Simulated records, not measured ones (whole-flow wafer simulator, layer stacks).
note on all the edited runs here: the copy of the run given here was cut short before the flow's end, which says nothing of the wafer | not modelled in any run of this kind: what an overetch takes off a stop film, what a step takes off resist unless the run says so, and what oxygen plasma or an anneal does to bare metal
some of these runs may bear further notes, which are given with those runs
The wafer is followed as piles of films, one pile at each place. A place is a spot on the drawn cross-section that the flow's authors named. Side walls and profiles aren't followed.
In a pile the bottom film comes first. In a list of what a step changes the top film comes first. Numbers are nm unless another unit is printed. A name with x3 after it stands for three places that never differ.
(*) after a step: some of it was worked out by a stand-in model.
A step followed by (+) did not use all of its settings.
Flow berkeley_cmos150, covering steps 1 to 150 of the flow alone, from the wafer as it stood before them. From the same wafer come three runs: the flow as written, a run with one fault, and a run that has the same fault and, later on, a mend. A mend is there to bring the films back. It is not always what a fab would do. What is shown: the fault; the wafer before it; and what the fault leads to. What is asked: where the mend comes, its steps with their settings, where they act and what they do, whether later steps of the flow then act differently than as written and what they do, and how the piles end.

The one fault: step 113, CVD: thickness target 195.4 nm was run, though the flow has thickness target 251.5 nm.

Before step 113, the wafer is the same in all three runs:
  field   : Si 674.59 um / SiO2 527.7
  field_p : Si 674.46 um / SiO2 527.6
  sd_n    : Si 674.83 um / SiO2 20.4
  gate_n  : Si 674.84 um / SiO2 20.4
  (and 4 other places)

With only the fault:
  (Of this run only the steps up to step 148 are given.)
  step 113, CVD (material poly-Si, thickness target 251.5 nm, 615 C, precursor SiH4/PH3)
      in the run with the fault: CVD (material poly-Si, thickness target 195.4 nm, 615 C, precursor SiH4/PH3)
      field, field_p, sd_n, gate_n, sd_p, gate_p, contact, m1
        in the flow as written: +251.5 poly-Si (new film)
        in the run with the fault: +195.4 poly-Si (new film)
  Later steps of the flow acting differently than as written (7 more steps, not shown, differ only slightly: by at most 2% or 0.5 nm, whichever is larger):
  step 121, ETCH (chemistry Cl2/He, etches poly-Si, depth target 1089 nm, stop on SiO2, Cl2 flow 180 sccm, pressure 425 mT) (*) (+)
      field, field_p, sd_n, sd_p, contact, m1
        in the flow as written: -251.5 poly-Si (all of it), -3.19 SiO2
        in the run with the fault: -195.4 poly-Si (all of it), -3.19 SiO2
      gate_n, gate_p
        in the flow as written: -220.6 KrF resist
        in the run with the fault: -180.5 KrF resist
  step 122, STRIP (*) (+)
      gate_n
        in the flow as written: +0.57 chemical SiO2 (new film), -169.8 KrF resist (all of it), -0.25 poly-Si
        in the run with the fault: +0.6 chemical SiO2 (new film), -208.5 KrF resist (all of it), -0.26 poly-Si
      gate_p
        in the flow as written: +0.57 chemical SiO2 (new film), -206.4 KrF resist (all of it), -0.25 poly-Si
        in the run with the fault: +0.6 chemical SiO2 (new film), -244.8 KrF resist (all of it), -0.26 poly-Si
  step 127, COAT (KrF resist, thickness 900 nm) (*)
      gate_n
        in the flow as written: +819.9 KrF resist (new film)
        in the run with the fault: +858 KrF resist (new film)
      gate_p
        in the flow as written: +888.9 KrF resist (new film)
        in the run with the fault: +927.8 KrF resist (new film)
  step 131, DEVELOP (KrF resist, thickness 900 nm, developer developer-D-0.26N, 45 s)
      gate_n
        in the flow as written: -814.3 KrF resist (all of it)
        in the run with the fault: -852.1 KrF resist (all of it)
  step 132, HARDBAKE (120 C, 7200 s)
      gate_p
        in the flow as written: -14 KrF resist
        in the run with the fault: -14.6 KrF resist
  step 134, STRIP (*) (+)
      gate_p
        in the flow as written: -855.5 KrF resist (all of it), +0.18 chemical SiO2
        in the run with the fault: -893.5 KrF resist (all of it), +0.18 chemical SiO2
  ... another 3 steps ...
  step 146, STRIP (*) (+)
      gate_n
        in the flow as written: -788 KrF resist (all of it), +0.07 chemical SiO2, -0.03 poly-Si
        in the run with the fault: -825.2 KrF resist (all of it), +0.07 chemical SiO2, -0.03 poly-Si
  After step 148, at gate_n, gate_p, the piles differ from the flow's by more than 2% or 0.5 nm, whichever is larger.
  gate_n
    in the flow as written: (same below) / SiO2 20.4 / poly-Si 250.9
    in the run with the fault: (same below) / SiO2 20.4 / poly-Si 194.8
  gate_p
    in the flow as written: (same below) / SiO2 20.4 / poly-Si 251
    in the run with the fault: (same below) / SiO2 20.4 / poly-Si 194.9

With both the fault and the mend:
  The mend follows step 113.
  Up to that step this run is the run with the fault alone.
  step 113a, CVD (material poly-Si, thickness target 56.08 nm, 615 C, precursor SiH4/PH3) (*) (the flow's step 113, run once more with other settings)
      field, field_p, sd_n, gate_n, sd_p, gate_p, contact, m1
        +56.1 poly-Si
  Every later step of the flow that is run acts as written, at every place that is followed, to within 2% or 0.5 nm, whichever is larger.
  The piles end only slightly different from the flow's at the places that both follow, by no more than 2% or 0.5 nm, whichever is larger.
